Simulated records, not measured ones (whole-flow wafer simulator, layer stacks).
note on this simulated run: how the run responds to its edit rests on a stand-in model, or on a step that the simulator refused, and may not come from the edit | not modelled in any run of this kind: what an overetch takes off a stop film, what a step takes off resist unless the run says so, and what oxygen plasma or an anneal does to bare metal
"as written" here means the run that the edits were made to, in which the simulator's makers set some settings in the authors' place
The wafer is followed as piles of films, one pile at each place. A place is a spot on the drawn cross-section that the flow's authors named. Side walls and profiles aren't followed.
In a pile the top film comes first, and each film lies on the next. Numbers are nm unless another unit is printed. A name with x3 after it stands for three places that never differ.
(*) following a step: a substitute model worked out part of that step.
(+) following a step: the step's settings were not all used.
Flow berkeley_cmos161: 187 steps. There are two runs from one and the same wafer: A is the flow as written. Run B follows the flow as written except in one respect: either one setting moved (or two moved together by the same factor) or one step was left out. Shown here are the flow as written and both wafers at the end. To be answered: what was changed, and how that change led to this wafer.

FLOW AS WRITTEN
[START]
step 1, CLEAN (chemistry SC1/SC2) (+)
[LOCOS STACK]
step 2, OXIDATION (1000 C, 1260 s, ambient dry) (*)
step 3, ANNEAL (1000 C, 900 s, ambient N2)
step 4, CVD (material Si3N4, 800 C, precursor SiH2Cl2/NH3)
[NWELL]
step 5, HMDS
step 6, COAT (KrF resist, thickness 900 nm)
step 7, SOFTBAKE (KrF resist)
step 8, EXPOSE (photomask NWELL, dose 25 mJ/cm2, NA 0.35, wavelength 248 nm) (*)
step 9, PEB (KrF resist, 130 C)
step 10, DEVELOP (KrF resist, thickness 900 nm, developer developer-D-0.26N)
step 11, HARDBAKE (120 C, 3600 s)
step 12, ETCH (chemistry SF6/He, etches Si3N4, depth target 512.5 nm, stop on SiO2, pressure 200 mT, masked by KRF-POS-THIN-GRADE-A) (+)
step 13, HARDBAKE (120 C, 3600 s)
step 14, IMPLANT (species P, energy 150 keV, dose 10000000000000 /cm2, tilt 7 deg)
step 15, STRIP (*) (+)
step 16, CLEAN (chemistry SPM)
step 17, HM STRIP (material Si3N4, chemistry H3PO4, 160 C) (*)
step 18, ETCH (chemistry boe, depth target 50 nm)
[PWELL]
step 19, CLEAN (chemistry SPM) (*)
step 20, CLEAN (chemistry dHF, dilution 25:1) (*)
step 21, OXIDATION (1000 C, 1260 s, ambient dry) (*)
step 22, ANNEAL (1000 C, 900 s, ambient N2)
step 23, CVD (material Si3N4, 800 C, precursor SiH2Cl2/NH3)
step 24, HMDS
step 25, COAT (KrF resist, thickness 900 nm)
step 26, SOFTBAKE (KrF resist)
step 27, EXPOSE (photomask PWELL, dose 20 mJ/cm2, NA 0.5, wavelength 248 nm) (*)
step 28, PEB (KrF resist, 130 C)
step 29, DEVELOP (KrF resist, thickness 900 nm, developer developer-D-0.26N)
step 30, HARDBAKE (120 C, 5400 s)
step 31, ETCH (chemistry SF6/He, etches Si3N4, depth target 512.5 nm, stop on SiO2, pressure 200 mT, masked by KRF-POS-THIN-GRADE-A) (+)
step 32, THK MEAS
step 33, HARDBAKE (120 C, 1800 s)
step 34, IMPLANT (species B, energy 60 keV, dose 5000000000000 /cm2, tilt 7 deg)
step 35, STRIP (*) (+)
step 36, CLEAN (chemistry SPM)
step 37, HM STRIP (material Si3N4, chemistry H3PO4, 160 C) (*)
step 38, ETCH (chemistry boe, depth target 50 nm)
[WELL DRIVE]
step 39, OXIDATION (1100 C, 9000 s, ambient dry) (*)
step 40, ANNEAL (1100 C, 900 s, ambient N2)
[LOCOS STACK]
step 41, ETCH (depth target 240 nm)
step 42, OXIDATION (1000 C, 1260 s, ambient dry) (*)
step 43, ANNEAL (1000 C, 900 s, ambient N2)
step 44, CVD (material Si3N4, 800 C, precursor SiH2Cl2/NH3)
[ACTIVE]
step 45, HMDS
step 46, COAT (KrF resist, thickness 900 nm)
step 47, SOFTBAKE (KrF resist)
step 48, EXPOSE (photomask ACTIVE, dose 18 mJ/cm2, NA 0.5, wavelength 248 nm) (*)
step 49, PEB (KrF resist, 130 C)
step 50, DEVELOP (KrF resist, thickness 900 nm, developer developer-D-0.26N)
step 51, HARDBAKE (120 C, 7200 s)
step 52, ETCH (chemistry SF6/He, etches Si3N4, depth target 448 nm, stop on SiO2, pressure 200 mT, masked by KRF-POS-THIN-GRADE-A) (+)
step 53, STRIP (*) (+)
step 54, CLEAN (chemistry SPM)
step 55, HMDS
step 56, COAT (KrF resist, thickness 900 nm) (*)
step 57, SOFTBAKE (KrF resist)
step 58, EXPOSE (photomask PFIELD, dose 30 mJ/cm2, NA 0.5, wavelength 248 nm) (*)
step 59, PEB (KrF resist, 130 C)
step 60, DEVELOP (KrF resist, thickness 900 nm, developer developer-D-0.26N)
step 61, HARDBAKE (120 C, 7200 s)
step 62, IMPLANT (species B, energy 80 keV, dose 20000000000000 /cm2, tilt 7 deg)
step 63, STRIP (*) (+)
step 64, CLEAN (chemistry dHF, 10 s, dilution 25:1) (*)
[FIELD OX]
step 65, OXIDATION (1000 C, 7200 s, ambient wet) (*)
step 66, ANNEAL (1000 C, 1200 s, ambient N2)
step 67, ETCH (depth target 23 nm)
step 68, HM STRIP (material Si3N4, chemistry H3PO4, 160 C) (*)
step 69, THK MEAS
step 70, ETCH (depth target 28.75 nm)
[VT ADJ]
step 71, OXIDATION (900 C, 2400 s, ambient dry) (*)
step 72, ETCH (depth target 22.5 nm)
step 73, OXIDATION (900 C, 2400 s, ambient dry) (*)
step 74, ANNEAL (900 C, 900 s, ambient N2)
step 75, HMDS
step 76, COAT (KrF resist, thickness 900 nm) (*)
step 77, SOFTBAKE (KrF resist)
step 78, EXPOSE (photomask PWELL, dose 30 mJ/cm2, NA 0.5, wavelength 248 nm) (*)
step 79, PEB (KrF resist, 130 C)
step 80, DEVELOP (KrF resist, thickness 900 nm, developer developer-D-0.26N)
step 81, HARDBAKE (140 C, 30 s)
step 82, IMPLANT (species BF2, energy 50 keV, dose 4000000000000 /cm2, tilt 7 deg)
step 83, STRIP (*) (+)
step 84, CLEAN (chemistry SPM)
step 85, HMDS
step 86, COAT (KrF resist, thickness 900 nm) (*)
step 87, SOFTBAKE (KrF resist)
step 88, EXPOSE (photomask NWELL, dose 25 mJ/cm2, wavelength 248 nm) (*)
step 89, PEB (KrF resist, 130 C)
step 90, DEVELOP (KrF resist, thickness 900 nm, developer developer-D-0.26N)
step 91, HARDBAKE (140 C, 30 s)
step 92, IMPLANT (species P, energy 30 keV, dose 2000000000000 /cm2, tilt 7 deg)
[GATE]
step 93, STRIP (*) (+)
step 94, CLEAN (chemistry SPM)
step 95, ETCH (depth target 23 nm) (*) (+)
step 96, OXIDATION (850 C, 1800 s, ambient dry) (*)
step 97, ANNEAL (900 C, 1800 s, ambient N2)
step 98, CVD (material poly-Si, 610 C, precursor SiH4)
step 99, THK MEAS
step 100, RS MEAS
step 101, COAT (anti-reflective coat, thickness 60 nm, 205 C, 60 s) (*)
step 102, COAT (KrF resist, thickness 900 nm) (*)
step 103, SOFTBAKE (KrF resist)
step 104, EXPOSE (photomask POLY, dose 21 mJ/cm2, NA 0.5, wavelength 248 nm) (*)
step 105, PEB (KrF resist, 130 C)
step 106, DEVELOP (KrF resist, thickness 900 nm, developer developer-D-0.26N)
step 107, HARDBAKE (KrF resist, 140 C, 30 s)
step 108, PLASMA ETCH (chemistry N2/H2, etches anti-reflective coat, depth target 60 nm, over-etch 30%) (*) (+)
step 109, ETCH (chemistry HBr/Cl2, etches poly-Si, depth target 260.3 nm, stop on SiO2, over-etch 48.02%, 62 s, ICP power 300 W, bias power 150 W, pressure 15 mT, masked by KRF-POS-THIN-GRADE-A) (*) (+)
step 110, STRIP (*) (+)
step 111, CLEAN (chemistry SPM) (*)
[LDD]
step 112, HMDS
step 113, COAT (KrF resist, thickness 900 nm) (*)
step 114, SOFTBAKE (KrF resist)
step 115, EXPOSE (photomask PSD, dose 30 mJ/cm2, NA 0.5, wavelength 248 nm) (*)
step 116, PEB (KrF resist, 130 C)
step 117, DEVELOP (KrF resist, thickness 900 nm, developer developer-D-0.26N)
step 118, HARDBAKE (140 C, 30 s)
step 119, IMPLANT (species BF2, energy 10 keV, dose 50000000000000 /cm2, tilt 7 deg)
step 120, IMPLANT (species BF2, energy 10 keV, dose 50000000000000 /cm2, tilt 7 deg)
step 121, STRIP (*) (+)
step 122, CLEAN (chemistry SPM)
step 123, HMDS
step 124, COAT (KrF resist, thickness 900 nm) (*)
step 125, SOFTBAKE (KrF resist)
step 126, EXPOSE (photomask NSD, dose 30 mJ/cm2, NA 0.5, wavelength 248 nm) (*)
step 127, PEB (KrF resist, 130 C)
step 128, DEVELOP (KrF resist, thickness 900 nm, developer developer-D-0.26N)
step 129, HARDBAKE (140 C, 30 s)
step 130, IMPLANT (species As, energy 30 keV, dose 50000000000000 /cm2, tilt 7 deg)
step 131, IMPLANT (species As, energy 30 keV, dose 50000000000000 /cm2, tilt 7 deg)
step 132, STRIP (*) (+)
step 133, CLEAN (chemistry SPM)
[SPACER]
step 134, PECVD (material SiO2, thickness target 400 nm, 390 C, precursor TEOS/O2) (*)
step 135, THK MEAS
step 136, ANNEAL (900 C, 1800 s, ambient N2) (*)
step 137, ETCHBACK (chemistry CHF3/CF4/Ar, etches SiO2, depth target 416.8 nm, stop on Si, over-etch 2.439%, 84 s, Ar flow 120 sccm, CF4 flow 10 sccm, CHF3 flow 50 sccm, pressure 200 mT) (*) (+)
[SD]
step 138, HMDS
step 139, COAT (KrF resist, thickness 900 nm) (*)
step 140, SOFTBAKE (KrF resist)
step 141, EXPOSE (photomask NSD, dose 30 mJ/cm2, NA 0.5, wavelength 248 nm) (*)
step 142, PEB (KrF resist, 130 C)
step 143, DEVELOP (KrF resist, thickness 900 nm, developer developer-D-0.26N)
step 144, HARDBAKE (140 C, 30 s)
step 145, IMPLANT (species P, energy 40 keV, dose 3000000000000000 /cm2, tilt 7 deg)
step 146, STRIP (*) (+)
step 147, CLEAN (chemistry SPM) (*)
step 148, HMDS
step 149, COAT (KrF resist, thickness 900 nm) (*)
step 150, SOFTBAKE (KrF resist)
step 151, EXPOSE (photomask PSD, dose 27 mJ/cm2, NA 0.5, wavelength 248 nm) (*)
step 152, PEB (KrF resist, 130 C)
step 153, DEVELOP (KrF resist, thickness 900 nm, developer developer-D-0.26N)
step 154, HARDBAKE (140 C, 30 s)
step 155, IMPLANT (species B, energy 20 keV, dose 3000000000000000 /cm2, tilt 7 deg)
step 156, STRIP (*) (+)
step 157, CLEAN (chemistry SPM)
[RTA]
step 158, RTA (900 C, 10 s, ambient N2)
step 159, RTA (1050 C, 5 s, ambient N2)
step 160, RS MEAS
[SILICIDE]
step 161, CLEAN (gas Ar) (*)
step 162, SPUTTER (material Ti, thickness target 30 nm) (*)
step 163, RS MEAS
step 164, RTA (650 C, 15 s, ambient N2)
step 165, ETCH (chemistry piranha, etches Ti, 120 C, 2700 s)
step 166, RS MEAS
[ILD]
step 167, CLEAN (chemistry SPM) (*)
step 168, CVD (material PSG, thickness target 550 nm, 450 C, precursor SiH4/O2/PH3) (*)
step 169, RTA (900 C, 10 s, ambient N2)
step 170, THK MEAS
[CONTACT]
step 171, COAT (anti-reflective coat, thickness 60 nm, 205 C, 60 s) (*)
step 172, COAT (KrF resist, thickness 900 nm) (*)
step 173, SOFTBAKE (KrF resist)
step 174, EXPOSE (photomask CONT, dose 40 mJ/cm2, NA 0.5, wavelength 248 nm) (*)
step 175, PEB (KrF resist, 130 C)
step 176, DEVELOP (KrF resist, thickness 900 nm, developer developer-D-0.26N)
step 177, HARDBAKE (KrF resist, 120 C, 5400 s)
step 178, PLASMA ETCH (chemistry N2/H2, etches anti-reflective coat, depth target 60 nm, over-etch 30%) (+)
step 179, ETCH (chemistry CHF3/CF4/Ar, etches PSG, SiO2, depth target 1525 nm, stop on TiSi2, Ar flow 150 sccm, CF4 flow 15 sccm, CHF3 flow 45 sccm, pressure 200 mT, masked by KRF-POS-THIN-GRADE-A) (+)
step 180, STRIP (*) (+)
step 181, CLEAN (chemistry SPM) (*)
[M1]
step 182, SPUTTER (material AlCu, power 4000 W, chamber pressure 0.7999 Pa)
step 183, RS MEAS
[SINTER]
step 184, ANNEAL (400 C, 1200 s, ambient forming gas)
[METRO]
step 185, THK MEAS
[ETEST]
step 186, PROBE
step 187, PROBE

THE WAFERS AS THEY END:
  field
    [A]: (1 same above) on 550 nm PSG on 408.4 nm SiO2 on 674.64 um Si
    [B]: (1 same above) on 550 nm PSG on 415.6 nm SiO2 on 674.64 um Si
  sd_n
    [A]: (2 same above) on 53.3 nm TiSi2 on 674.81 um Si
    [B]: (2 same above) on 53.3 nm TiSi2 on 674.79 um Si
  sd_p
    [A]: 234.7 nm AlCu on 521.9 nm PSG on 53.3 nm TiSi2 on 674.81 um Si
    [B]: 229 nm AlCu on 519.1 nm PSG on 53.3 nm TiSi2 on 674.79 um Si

Cause: step 44, CVD: 662 C was run, though the flow has 800 C.

How this came from the change, step by step:
  step 44, CVD (material Si3N4, 800 C, precursor SiH2Cl2/NH3)
      field, sd_n, spacer_n and 6 more: A +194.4 Si3N4 (new film) | B +16.6 Si3N4 (new film)
  step 52, ETCH (chemistry SF6/He, etches Si3N4, depth target 448 nm, stop on SiO2, pressure 200 mT, masked by KRF-POS-THIN-GRADE-A) (+)
      sd_n, spacer_n, gate_n, sd_p, spacer_p, gate_p, contact, m1: A -234.7 KrF resist | B -41.4 KrF resist
      field: A -194.4 Si3N4 (all of it), -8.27 SiO2 | B -16.6 Si3N4 (all of it), -8.27 SiO2
  step 53, STRIP (*) (+)
      sd_n, spacer_n, gate_n, sd_p, spacer_p, gate_p, contact, m1: A -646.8 KrF resist (all of it) | B -840 KrF resist (all of it)
  step 56, COAT (KrF resist, thickness 900 nm) (*)
      field: A +955.6 KrF resist (new film) | B +906.8 KrF resist (new film)
      sd_n: A +796.1 KrF resist (new film) | B +887.1 KrF resist (new film)
      (and at 7 other places as well)
  step 60, DEVELOP (KrF resist, thickness 900 nm, developer developer-D-0.26N)
      field: A -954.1 KrF resist (all of it) | B -905.4 KrF resist (all of it)
  step 63, STRIP (*) (+)
      sd_n: A -778.1 KrF resist (all of it) | B -868.6 KrF resist (all of it)
      spacer_n: A -808 KrF resist (all of it) | B -872 KrF resist (all of it)
      (and at 6 other places as well)
  step 65, OXIDATION (1000 C, 7200 s, ambient wet) (*)
      contact: A +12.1 SiO2 (new film), -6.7 Si3N4 | B +12.1 SiO2 (new film), -6.7 Si3N4, +0.05 SiO2, -0.05 Si
      sd_n, sd_p: A +12.1 SiO2 (new film), -6.7 Si3N4, +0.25 SiO2, -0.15 Si | B +12.1 SiO2 (new film), -6.7 Si3N4, +57.8 SiO2, -26.5 Si
  step 68, HM STRIP (material Si3N4, chemistry H3PO4, 160 C) (*)
      sd_n, sd_p: A -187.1 Si3N4 (all of it), -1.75 SiO2 | B -9.32 Si3N4 (all of it)
      spacer_n, gate_n, spacer_p, gate_p, contact, m1: A -187.1 Si3N4 (all of it), -1.75 SiO2 | B -9.32 Si3N4 (all of it), -0.09 SiO2
      (and at 1 other place as well)
  step 70, ETCH (depth target 28.75 nm)
      sd_n, sd_p: A -25 SiO2 (all of it) | B -28.8 SiO2
      spacer_n, gate_n, spacer_p, gate_p, contact, m1: A -24.8 SiO2 (all of it) | B -26.5 SiO2 (all of it)
  step 71, OXIDATION (900 C, 2400 s, ambient dry) (*)
      sd_n, sd_p: A +14.9 SiO2 (new film), -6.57 Si | B +5.41 SiO2, -2.38 Si
  step 72, ETCH (depth target 22.5 nm)
      sd_n, sd_p: A -14.9 SiO2 (all of it) | B -22.5 SiO2
  step 73, OXIDATION (900 C, 2400 s, ambient dry) (*)
      sd_n, sd_p: A +14.9 SiO2 (new film), -6.57 Si | B +5.99 SiO2, -2.64 Si
  step 95, ETCH (depth target 23 nm) (*) (+)
      sd_n, sd_p: A -14.9 SiO2 (all of it) | B -23 SiO2
  step 96, OXIDATION (850 C, 1800 s, ambient dry) (*)
      sd_n, sd_p: A +7.48 SiO2 (new film), -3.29 Si | B +3.8 SiO2, -1.67 Si
  step 101, COAT (anti-reflective coat, thickness 60 nm, 205 C, 60 s) (*)
      sd_n: A +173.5 anti-reflective coat (new film) | B +177.3 anti-reflective coat (new film)
  step 108, PLASMA ETCH (chemistry N2/H2, etches anti-reflective coat, depth target 60 nm, over-etch 30%) (*) (+)
      sd_n: A -173.5 anti-reflective coat (all of it), -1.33 poly-Si | B -177.3 anti-reflective coat (all of it), -1.36 poly-Si
  ... 4 other steps ...
  step 182, SPUTTER (material AlCu, power 4000 W, chamber pressure 0.7999 Pa)
      sd_p: A +234.7 AlCu (new film) | B +229 AlCu (new film)
